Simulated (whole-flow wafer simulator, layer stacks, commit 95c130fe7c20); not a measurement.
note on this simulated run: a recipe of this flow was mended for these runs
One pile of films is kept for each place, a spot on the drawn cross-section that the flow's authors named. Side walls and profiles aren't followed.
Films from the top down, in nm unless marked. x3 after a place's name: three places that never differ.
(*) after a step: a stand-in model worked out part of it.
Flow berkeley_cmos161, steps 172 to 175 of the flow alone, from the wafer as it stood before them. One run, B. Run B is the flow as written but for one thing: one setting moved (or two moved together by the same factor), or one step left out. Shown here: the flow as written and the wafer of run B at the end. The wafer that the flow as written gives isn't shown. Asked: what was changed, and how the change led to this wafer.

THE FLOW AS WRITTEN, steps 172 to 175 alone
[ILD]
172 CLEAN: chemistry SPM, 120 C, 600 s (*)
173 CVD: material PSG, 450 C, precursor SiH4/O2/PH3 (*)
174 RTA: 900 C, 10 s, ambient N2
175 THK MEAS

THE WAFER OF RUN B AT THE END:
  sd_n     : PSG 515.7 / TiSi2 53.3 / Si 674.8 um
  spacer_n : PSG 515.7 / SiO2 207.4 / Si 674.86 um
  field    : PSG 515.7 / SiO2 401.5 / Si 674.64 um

The cause: step 173, CVD: 440 C was run, where the flow has 450 C.

How the change led to this, step by step:
  173 CVD: material PSG, 450 C, precursor SiH4/O2/PH3 (*)
      field, sd_n, spacer_n, gate_n, spacer_p, gate_p, contact x2: PSG +515.7 (new film) (as written it would be: PSG +550 (new film))
      sd_p: PSG +490.2 (new film) (as written it would be: PSG +522.4 (new film))
